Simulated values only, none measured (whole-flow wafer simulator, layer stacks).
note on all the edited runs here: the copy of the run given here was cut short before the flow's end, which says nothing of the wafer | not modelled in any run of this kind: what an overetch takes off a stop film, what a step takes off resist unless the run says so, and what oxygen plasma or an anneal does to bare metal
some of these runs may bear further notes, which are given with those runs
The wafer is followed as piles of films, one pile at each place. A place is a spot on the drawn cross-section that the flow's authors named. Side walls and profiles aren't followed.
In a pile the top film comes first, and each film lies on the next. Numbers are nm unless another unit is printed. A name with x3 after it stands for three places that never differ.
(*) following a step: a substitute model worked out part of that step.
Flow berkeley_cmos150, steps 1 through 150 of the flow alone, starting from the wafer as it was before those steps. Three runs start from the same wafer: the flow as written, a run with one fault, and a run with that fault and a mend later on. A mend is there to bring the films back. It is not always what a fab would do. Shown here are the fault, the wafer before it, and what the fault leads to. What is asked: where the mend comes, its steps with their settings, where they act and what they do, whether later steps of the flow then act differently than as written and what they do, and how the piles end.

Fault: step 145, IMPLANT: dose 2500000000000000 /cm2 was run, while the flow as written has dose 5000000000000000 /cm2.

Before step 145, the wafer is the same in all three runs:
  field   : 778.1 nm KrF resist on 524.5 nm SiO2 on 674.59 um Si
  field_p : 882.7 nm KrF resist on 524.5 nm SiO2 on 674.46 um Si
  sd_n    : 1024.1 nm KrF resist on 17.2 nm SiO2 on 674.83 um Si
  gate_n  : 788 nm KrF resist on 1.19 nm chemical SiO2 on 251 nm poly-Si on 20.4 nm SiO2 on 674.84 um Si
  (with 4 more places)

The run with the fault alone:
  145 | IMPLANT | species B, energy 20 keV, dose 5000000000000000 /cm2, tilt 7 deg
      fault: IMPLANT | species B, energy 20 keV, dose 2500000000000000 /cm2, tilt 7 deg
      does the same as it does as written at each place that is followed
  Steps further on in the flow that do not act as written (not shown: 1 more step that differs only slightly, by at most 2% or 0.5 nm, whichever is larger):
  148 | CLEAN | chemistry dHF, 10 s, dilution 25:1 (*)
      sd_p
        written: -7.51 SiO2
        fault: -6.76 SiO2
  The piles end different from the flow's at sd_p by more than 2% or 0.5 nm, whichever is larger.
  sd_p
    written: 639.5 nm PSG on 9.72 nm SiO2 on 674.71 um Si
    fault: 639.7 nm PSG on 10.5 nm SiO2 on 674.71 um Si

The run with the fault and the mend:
  After step 145 comes the mend.
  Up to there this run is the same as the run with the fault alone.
  145a | IMPLANT | species B, energy 20 keV, dose 2500000000000000 /cm2, tilt 7 deg (the flow's step 145 again, with other settings)
      does not change any film at any place that is followed
  Every later step of the flow that is run acts as written at every place that is followed.
  At every place that both follow, the piles at the end match the flow's.
